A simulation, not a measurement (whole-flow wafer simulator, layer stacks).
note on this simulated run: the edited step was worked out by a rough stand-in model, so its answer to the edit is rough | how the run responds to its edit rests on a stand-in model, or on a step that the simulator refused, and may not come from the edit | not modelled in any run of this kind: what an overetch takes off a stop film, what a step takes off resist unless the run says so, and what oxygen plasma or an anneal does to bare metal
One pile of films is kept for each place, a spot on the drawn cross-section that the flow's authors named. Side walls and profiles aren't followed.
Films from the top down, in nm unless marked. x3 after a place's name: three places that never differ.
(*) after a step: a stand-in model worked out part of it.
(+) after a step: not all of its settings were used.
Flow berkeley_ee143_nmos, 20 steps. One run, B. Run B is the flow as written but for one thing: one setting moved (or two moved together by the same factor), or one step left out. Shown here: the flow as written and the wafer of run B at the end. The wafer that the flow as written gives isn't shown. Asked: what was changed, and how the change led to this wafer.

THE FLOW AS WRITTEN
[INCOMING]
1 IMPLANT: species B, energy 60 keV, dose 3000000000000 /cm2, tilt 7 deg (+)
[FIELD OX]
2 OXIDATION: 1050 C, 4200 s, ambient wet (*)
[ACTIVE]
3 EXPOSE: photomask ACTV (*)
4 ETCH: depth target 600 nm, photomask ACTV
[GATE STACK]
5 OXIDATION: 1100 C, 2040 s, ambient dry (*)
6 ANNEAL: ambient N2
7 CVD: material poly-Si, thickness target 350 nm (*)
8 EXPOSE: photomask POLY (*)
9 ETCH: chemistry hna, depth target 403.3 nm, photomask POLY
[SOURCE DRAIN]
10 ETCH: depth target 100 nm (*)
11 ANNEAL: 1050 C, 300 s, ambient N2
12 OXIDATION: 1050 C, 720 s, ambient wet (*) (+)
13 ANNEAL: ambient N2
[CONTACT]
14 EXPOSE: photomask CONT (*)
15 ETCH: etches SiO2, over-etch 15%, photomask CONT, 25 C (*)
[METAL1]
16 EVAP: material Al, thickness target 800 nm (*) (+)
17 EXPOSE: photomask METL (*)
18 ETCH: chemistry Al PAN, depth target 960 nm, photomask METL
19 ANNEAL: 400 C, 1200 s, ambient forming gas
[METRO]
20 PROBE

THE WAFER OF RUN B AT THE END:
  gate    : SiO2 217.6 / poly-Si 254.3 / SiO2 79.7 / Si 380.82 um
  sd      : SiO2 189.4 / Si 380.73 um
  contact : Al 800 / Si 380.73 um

The cause: step 2, OXIDATION: 971 C was run, where the flow has 1050 C.

How the change led to this, step by step:
  2 OXIDATION: 1050 C, 4200 s, ambient wet (*)
      gate, sd, contact, field: SiO2 +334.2 (new film), chemical SiO2 -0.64 (all of it), Si -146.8 (as written it would be: SiO2 +566.4 (new film), chemical SiO2 -0.64 (all of it), Si -248.9)
  4 ETCH: depth target 600 nm, photomask ACTV
      gate, sd, contact: SiO2 -334.2 (all of it) (as written it would be: SiO2 -566.4 (all of it))
  5 OXIDATION: 1100 C, 2040 s, ambient dry (*)
      field: SiO2 +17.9, Si -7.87 (as written it would be: SiO2 +11.6, Si -5.1)
  12 OXIDATION: 1050 C, 720 s, ambient wet (*) (+)
      field: SiO2 +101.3, Si -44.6 (as written it would be: SiO2 +69.1, Si -30.4)
